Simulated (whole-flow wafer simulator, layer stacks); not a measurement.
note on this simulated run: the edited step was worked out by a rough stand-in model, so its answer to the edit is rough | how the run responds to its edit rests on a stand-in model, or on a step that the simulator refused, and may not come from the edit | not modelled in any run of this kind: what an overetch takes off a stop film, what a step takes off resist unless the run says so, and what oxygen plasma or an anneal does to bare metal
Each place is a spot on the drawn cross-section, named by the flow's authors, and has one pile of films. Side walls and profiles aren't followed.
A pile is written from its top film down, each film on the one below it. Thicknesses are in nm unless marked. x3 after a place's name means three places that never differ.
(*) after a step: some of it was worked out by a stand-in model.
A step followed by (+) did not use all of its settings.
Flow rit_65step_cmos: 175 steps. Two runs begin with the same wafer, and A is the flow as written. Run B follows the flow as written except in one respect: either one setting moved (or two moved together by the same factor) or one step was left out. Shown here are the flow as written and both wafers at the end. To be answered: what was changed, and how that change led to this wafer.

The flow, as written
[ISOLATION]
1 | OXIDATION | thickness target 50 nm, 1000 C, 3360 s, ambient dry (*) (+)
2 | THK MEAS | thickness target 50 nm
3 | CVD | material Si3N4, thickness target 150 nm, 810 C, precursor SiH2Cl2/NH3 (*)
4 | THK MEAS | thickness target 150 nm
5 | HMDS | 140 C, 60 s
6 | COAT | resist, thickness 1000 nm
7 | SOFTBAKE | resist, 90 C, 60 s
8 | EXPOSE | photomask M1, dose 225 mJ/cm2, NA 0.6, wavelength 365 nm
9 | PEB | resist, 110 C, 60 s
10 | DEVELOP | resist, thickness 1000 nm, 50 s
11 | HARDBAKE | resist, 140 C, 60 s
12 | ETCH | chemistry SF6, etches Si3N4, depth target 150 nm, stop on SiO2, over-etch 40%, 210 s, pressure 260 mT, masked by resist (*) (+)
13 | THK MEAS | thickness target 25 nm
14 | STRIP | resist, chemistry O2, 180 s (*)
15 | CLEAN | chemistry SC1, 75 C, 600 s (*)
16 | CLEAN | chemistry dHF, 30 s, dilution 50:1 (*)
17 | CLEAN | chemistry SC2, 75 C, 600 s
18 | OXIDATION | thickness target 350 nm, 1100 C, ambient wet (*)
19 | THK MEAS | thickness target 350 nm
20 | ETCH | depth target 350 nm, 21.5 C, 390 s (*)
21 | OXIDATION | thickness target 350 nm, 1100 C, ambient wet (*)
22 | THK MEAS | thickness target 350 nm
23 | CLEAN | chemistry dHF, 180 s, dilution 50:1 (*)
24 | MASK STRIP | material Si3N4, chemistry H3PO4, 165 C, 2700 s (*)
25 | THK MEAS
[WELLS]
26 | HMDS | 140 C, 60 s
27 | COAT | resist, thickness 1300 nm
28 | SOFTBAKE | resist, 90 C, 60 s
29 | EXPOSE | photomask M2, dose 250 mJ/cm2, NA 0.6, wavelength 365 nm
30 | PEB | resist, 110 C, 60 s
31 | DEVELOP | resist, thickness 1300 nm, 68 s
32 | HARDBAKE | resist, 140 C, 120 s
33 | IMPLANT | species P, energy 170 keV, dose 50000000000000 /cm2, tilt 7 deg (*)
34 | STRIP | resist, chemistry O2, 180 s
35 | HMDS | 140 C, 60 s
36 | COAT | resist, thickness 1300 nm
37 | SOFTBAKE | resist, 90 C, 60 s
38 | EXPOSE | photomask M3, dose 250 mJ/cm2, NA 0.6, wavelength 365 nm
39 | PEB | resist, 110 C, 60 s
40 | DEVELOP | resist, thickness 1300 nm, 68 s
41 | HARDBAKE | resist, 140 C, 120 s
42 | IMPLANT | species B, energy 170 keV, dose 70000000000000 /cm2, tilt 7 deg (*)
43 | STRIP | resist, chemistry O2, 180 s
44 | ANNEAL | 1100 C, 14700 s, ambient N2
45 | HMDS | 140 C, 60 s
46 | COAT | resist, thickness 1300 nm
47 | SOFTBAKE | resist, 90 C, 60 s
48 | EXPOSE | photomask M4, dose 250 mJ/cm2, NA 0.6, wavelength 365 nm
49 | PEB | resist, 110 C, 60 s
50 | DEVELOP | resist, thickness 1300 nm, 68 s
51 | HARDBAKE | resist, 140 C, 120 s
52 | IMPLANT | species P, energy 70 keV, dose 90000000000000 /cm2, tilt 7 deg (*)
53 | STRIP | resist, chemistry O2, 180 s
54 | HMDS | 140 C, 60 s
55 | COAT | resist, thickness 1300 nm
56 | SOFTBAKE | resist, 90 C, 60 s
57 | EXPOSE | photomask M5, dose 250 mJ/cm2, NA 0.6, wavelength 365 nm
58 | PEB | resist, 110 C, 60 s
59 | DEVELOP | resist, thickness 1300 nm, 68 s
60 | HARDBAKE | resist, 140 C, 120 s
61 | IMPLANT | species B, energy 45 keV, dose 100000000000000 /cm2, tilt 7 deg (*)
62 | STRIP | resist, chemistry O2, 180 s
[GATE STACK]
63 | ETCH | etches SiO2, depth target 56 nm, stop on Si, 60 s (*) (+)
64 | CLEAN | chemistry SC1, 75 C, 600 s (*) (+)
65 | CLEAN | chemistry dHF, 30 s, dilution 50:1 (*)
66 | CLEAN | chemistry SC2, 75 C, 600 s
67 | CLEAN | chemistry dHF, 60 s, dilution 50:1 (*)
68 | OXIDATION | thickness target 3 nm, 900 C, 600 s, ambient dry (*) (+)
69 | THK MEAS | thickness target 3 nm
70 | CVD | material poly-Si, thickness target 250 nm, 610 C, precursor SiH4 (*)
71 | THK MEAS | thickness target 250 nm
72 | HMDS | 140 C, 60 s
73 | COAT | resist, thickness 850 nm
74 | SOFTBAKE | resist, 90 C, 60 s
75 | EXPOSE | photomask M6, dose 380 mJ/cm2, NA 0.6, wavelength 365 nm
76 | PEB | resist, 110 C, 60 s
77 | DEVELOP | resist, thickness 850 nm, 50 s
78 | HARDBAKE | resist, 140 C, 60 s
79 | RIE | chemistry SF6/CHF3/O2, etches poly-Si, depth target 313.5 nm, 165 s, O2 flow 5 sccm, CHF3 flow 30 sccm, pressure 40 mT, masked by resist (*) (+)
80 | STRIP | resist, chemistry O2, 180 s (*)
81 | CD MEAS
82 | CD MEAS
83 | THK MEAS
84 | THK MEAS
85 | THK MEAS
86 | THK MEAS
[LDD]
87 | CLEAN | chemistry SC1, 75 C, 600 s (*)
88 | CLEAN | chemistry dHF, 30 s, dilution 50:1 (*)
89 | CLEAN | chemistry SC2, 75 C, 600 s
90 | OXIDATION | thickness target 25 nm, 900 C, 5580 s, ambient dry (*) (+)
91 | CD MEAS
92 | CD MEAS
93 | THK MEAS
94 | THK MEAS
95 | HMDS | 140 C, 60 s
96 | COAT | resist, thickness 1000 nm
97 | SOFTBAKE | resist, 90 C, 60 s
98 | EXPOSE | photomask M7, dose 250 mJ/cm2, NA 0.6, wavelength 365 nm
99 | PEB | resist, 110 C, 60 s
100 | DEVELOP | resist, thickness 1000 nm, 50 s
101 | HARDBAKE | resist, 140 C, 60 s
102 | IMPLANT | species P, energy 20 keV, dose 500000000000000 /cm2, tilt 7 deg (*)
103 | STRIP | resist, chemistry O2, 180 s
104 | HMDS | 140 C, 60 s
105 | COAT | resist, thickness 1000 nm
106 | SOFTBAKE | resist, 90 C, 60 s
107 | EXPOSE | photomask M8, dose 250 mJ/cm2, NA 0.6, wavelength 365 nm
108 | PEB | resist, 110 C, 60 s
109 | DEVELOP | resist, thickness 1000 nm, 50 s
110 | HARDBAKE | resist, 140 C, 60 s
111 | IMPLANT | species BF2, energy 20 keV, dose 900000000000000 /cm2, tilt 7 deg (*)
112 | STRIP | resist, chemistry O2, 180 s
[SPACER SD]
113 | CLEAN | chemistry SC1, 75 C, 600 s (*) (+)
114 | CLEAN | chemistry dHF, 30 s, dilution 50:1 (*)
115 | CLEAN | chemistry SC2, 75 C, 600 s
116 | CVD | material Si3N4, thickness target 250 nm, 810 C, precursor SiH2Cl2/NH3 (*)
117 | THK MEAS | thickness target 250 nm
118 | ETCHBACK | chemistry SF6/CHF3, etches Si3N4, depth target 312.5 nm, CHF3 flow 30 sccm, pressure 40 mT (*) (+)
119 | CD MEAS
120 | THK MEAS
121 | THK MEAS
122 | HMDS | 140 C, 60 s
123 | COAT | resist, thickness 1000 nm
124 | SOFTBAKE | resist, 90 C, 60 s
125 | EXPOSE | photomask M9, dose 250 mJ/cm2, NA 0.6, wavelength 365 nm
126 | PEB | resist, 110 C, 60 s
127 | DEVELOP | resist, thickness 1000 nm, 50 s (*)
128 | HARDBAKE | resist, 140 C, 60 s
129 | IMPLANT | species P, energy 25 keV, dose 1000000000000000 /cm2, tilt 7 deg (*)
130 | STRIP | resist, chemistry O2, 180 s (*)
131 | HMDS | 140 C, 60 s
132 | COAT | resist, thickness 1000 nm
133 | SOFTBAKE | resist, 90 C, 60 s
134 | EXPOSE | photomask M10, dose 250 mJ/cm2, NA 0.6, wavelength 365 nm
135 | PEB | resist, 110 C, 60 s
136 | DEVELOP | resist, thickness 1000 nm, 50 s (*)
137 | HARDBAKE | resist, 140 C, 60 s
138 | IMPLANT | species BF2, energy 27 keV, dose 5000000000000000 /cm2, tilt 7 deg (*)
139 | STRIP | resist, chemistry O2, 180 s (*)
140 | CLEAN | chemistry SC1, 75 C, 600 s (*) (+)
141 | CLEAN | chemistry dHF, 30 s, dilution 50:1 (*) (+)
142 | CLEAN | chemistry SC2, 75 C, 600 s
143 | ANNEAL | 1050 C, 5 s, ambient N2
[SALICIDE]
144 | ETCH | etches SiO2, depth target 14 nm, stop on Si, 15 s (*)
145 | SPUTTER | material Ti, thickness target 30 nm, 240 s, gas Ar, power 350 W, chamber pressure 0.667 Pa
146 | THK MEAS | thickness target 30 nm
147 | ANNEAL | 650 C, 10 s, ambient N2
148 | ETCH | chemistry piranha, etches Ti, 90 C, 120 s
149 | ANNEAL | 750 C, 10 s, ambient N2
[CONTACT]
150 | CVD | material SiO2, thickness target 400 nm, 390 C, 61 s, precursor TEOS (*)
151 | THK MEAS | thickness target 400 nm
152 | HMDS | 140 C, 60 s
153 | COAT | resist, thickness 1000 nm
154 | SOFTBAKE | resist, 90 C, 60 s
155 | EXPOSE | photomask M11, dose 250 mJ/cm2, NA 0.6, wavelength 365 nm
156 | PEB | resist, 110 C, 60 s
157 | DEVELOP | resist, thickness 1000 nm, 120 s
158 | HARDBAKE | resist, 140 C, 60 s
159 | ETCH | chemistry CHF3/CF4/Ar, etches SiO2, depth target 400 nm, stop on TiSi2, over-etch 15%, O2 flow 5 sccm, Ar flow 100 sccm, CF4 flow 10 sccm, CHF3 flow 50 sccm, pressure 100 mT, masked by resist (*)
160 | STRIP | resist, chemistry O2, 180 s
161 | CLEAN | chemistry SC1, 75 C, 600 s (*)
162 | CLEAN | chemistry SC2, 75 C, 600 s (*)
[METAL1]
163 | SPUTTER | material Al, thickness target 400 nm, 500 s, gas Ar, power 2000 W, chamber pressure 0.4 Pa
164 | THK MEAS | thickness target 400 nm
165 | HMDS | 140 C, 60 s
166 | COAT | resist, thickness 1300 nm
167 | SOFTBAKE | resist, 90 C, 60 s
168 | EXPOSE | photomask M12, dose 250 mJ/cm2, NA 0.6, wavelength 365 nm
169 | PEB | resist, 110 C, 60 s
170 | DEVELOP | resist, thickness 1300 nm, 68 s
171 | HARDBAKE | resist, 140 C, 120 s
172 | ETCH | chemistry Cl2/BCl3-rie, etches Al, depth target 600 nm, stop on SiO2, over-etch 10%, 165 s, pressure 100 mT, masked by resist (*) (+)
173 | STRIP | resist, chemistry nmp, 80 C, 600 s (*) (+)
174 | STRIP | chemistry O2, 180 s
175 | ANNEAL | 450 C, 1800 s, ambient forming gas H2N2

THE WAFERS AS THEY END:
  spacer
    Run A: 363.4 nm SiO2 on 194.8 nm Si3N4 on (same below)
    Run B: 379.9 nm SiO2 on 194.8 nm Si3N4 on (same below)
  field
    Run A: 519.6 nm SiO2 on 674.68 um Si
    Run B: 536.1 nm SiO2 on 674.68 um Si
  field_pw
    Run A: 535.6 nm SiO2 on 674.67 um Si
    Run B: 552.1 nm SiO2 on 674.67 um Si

Cause: step 172, ETCH: depth target 480 nm was run, whereas the flow has depth target 600 nm.

How this came from the change, step by step:
  172 | ETCH | chemistry Cl2/BCl3-rie, etches Al, depth target 600 nm, stop on SiO2, over-etch 10%, 165 s, pressure 100 mT, masked by resist (*) (+)
      field, field_pw, field_p, spacer, spacer_p: A -400 Al (all of it), -32.5 SiO2 | B -400 Al (all of it), -16 SiO2
      gate_n, gate_p: A -396 Al (all of it), -33 SiO2 | B -396 Al (all of it), -16.5 SiO2
      (as well as at 1 more place)
